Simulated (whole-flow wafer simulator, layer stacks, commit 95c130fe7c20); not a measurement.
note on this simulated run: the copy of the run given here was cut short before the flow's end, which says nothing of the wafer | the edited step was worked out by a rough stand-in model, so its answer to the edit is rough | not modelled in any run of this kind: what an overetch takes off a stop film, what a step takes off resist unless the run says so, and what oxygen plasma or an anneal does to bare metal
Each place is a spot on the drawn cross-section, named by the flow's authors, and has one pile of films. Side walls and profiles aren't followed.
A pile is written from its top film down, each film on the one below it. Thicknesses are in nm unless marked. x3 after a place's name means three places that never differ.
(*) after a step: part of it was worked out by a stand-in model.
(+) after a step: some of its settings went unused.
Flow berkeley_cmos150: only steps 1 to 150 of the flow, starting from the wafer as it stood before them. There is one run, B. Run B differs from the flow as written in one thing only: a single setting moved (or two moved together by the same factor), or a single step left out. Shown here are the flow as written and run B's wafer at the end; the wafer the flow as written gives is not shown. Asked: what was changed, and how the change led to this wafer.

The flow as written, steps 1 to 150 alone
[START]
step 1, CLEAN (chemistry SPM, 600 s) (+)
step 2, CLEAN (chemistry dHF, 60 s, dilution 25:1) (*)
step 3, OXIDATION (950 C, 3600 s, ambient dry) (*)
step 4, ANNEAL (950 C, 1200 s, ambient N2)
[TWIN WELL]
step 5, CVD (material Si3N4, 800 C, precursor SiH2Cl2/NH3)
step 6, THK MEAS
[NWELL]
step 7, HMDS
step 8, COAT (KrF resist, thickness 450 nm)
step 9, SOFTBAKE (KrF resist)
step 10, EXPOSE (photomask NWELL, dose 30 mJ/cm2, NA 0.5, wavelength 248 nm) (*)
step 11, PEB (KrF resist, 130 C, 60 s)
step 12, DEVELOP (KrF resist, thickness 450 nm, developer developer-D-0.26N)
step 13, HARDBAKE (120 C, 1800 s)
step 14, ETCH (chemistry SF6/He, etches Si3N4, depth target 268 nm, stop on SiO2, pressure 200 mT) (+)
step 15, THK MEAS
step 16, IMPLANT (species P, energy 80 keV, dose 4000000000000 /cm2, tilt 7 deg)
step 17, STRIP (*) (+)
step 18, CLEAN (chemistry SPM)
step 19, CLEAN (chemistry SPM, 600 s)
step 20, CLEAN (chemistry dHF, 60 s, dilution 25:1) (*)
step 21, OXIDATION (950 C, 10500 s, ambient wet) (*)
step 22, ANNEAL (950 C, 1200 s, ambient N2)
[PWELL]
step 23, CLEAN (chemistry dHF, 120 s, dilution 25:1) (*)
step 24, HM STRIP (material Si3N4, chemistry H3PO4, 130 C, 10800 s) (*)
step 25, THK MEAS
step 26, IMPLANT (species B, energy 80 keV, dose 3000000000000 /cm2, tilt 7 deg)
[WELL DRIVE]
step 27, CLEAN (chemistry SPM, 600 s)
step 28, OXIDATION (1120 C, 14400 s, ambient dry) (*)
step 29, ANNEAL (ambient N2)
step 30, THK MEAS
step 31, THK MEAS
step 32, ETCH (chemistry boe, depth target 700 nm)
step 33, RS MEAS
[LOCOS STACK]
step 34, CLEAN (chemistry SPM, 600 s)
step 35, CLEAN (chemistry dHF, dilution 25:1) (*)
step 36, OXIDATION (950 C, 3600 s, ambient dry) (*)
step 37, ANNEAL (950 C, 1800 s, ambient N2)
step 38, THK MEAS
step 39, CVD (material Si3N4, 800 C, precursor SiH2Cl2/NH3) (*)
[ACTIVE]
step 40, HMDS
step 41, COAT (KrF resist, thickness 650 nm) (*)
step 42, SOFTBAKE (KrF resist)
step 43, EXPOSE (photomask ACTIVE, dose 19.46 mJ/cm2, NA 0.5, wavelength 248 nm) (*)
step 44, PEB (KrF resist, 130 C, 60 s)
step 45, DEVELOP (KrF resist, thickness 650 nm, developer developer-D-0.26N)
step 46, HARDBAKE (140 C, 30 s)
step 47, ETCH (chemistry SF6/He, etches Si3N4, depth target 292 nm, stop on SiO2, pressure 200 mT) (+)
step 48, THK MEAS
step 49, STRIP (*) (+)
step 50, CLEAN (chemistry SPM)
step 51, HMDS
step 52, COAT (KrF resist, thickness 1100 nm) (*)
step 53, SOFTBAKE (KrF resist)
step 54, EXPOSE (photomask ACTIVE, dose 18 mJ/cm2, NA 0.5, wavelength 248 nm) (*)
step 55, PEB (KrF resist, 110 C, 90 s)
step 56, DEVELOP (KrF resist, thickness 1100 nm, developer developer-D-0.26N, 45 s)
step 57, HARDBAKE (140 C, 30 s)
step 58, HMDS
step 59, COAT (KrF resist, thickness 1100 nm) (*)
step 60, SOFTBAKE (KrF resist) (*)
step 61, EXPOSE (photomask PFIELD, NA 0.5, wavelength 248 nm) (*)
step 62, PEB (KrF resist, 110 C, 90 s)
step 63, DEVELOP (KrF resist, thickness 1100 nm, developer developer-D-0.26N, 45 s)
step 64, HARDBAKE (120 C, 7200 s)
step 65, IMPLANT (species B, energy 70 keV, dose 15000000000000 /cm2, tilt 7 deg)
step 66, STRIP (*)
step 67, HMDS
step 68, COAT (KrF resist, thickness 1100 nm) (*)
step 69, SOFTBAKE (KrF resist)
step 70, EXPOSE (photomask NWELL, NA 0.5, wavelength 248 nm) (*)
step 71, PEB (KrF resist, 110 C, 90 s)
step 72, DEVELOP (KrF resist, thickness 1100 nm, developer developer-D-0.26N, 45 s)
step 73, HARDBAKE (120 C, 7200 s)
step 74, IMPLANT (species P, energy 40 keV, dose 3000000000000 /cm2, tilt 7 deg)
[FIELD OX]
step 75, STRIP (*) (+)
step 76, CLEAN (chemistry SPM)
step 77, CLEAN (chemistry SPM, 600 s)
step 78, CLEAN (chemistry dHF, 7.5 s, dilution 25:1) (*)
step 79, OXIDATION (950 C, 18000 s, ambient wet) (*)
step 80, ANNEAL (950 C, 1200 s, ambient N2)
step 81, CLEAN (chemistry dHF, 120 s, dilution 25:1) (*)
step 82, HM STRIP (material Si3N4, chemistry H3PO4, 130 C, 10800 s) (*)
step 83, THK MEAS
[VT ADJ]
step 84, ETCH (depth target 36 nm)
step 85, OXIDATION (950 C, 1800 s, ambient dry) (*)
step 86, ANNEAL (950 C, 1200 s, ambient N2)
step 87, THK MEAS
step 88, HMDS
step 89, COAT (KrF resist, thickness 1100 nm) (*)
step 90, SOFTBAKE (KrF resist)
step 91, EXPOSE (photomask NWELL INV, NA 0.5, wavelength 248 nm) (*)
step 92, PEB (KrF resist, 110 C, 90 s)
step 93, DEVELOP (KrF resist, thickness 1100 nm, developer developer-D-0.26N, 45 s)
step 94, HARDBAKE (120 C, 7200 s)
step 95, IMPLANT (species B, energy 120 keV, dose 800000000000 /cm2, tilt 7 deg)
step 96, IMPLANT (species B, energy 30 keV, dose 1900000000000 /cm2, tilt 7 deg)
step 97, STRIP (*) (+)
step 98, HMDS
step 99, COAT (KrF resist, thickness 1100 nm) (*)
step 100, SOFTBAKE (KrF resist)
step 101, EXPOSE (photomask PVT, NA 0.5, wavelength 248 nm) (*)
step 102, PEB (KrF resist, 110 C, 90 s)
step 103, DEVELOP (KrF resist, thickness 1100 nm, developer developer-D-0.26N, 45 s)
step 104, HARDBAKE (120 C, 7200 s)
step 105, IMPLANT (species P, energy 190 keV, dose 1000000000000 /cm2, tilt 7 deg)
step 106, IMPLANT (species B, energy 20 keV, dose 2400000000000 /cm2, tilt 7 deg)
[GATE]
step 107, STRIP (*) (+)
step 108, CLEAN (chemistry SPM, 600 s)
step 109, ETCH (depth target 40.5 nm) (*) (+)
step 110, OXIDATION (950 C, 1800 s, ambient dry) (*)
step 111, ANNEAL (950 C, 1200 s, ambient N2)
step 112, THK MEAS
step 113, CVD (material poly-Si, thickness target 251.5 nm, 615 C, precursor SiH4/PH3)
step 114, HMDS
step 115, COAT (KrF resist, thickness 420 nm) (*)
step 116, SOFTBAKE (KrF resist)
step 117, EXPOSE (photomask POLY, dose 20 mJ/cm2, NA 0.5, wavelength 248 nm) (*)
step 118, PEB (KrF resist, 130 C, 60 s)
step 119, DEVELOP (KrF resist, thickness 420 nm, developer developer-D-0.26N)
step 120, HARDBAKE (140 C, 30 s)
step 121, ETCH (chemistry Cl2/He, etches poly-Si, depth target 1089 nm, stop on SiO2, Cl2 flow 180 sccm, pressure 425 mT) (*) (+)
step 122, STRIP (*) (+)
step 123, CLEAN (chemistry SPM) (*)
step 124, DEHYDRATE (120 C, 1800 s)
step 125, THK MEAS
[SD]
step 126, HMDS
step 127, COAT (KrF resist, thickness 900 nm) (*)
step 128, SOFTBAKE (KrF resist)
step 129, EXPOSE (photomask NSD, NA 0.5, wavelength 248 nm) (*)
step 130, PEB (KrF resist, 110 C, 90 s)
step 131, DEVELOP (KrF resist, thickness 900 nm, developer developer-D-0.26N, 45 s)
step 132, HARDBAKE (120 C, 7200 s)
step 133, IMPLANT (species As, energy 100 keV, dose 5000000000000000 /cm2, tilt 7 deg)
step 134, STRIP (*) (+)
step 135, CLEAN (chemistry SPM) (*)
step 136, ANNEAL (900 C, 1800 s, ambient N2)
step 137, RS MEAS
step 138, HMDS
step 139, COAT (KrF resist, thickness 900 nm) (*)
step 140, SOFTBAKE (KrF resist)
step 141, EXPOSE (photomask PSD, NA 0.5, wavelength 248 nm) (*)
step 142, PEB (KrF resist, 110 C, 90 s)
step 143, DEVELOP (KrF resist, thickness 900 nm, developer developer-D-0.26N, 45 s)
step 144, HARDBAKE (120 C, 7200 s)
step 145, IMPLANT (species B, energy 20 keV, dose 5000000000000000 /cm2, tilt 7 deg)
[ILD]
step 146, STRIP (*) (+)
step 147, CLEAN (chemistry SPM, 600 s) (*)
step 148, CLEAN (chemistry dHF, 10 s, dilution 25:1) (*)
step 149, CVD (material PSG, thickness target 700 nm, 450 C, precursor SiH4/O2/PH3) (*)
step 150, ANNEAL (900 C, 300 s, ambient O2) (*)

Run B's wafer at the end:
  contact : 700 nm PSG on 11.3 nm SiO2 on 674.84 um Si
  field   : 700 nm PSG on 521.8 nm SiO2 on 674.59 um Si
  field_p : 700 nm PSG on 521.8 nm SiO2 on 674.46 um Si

Cause: step 110, OXIDATION: 1260 s was run, though the flow has 1800 s.

The path from the change to this, step by step:
  step 110, OXIDATION (950 C, 1800 s, ambient dry) (*)
      sd_n, gate_n, sd_p, gate_p, contact, m1: +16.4 SiO2 (new film), -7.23 Si (in the flow as written it would be: +20.4 SiO2 (new film), -8.98 Si)
      field, field_p: +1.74 SiO2, -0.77 Si (in the flow as written it would be: +2.49 SiO2, -1.09 Si)
